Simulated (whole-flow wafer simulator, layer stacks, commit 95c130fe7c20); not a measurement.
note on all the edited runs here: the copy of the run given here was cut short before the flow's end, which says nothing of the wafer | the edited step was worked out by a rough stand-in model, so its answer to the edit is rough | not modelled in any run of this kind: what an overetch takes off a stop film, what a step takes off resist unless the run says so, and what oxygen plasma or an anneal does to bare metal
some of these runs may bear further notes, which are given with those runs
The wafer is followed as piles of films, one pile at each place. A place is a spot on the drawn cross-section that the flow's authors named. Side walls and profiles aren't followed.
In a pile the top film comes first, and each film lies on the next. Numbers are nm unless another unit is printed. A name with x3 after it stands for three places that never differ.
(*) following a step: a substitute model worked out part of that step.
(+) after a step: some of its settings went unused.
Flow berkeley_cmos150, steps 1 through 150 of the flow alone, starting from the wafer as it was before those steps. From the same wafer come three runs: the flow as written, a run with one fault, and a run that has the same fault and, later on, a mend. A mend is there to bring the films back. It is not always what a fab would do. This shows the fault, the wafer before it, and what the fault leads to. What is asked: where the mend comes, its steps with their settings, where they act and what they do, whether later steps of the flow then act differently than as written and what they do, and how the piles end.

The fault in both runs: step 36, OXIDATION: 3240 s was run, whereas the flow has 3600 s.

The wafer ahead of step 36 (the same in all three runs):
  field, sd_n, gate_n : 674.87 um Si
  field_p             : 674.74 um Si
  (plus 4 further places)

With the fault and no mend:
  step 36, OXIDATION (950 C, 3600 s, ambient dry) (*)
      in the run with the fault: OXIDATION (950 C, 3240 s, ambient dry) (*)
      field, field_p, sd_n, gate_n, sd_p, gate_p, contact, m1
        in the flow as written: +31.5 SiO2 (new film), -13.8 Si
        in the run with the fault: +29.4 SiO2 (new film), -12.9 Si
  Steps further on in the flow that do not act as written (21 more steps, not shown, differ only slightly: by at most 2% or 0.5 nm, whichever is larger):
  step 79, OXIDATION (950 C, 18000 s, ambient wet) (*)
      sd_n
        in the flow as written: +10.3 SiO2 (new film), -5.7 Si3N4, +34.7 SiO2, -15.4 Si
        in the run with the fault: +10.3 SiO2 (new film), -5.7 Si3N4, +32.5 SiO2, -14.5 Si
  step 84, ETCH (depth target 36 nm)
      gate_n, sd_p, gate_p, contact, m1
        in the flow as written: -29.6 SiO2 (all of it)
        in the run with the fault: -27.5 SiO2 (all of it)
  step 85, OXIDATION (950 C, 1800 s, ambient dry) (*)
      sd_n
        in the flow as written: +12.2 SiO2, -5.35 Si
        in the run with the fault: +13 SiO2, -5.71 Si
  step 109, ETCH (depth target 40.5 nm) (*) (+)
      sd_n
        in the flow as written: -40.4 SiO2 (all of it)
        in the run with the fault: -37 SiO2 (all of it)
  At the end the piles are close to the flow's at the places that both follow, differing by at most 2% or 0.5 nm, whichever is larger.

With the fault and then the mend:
  The mend follows step 36.
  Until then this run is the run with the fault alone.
  step 36a, OXIDATION (950 C, 360 s, ambient dry) (*) (the flow's step 36, run once more with other settings)
      field, field_p, sd_n, gate_n, sd_p, gate_p, contact, m1
        +2.21 SiO2, -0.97 Si
  None of the later steps of the flow differs from how it acts as written, at any place that is followed, by more than 2% or 0.5 nm, whichever is larger.
  At the end the piles are close to the flow's at the places that both follow, differing by at most 2% or 0.5 nm, whichever is larger.
